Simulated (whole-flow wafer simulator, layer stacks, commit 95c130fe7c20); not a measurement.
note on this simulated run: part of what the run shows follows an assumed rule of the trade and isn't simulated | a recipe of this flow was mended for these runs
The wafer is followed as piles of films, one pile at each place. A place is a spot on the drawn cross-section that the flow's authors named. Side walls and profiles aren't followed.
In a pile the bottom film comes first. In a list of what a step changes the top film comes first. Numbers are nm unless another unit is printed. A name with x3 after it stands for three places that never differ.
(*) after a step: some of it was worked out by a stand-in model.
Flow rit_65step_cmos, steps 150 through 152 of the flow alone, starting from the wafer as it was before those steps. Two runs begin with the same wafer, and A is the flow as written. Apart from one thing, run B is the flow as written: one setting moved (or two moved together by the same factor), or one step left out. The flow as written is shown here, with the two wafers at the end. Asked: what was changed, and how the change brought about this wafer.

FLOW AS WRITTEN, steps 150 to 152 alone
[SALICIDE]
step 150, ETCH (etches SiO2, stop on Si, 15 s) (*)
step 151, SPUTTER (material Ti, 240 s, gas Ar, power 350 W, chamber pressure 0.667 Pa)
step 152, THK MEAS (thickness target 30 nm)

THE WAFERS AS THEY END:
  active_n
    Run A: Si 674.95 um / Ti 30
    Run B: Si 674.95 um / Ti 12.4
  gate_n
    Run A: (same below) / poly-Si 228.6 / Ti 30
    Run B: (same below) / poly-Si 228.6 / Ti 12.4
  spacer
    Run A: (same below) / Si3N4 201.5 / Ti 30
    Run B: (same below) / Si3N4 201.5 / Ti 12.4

The reason: step 151, SPUTTER: 99 s was run, while the flow as written has 240 s.

How this came from the change, step by step:
  step 151, SPUTTER (material Ti, 240 s, gas Ar, power 350 W, chamber pressure 0.667 Pa)
      field, field_pw, field_nw and 11 more: A +30 Ti (new film) | B +12.4 Ti (new film)
